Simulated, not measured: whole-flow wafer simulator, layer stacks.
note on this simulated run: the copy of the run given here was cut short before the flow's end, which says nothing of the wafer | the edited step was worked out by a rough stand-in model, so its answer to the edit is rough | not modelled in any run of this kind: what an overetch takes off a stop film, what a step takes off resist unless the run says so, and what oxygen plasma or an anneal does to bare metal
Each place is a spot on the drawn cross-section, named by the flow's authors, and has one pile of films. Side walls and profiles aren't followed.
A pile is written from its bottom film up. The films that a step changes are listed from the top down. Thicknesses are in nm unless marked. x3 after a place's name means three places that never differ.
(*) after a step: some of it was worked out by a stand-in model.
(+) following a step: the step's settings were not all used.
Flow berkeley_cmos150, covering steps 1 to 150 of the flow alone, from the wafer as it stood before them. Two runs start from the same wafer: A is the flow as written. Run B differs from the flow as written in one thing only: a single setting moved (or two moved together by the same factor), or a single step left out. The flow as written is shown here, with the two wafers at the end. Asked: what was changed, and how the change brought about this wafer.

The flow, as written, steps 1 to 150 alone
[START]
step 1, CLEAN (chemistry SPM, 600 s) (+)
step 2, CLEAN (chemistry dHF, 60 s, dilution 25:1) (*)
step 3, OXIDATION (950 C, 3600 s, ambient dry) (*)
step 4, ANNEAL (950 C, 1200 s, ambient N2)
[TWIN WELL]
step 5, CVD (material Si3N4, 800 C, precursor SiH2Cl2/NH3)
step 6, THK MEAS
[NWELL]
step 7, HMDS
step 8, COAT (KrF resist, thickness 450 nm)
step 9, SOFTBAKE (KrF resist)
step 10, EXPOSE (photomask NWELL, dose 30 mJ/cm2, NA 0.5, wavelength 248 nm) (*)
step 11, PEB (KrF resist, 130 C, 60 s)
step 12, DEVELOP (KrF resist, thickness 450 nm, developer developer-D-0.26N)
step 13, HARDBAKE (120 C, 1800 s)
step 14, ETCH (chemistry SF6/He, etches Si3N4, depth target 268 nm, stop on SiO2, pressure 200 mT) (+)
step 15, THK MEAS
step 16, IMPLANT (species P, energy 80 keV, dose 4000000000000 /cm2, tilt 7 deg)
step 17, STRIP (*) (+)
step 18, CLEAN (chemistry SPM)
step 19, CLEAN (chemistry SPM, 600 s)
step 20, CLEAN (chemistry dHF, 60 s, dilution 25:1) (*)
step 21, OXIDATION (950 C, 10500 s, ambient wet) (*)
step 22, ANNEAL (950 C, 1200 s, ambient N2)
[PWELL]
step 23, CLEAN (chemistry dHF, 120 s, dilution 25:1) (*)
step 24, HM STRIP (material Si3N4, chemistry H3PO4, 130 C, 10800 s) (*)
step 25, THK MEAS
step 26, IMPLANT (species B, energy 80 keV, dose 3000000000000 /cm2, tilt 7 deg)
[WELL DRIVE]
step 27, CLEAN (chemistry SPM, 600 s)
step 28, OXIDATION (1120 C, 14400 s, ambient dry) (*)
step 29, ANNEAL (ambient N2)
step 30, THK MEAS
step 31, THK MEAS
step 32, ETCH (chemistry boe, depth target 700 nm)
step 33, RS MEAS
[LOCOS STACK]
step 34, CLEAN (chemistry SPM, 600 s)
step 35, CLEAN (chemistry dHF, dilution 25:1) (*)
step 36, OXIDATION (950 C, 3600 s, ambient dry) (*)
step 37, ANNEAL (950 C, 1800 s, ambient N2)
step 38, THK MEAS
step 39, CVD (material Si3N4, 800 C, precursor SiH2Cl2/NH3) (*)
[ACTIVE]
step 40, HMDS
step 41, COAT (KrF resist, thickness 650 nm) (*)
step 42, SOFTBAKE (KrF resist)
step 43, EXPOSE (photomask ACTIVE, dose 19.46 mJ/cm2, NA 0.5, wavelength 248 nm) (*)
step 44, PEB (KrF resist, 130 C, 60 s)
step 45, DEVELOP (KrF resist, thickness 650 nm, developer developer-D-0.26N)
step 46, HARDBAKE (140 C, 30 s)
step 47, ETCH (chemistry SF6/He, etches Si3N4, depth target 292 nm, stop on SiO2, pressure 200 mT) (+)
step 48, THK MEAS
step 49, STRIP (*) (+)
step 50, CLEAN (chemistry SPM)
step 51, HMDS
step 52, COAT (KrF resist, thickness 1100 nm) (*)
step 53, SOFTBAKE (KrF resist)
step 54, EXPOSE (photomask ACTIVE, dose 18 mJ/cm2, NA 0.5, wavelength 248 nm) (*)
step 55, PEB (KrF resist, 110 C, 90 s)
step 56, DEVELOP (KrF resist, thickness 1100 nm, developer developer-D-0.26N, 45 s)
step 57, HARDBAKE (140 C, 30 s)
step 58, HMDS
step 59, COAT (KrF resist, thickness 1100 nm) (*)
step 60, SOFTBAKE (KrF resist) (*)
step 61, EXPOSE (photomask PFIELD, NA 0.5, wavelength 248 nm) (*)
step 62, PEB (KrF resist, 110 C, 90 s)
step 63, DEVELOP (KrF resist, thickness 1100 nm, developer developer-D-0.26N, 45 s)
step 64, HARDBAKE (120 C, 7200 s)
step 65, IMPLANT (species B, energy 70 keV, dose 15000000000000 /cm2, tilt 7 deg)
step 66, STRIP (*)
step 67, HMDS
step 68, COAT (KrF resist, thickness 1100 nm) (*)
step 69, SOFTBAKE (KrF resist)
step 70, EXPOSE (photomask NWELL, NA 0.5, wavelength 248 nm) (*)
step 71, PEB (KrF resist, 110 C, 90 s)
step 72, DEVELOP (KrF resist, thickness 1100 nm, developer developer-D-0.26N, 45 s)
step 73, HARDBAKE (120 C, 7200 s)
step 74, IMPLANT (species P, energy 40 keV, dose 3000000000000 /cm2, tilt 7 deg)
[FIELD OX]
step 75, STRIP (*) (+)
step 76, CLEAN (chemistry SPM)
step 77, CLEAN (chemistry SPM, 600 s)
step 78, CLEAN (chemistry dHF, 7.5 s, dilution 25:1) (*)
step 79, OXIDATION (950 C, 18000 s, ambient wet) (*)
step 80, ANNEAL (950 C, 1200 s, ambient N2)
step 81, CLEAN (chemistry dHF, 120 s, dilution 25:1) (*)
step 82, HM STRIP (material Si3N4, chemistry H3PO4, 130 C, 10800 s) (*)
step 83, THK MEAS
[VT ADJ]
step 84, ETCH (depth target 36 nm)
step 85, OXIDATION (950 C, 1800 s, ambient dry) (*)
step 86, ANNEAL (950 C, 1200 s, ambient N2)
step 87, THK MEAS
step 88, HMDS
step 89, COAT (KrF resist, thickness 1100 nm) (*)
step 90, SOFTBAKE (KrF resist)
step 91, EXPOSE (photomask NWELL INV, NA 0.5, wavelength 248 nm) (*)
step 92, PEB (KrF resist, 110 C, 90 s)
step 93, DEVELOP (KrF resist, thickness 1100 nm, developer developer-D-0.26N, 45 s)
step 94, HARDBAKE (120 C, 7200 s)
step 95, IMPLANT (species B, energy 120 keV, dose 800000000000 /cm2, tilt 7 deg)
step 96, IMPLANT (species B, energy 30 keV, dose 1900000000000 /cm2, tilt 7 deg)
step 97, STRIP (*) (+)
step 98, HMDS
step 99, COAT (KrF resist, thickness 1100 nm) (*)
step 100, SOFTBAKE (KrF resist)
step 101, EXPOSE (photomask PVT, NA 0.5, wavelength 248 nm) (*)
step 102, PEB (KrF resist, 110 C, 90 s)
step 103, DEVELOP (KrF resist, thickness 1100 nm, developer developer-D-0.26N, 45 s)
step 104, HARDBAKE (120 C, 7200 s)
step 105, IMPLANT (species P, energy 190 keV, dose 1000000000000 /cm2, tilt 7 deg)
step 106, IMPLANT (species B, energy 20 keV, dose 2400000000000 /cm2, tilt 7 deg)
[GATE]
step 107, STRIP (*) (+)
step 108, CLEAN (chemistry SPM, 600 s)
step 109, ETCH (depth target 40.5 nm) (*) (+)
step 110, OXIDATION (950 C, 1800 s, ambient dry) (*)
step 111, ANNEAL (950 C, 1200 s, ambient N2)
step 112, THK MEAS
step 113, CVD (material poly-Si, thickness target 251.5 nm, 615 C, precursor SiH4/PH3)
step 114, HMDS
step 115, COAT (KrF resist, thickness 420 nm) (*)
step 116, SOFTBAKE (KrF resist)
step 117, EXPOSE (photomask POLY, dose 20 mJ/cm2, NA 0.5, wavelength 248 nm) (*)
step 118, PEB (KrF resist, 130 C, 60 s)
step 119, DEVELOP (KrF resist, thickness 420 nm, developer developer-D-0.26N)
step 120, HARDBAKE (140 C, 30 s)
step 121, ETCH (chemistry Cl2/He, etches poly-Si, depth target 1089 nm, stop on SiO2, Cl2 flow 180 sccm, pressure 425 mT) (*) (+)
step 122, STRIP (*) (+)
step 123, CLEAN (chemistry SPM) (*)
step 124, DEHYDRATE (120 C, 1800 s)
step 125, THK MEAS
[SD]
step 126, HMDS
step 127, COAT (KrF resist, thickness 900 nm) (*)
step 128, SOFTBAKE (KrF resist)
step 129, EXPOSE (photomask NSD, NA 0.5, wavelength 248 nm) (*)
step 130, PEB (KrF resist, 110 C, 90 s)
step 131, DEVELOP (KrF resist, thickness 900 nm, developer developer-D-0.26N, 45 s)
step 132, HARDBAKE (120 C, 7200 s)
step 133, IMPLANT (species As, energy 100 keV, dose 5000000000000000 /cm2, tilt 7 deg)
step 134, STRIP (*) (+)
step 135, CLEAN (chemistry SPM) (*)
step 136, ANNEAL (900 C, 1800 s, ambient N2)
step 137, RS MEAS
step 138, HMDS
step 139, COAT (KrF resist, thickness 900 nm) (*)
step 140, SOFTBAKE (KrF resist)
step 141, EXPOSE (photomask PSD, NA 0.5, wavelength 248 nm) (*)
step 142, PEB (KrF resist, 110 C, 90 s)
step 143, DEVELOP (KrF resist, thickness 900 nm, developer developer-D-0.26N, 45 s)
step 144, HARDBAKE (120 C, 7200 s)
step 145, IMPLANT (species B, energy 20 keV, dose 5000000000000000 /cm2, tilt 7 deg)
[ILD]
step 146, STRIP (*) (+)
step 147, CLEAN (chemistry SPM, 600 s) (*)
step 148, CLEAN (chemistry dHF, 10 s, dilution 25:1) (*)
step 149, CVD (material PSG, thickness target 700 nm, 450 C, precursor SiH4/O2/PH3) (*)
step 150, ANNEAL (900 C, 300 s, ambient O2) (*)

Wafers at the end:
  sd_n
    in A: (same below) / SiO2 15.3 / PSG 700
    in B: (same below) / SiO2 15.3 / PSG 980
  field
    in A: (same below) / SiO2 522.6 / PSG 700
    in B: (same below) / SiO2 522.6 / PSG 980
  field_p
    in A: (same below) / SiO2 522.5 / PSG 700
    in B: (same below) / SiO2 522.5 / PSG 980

The reason: step 149, CVD: thickness target 980 nm was run, while the flow as written has thickness target 700 nm.
One can read it off the wafer: sd_n has PSG 980, and step 149 as written asks for 700 nm.

The path from the change to this, step by step:
  step 149, CVD (material PSG, thickness target 700 nm, 450 C, precursor SiH4/O2/PH3) (*)
      field, field_p, sd_n, gate_n, gate_p, contact, m1: A PSG gains 700 (new film) | B PSG gains 980 (new film)
      sd_p: A PSG gains 639.5 (new film) | B PSG gains 954.7 (new film)
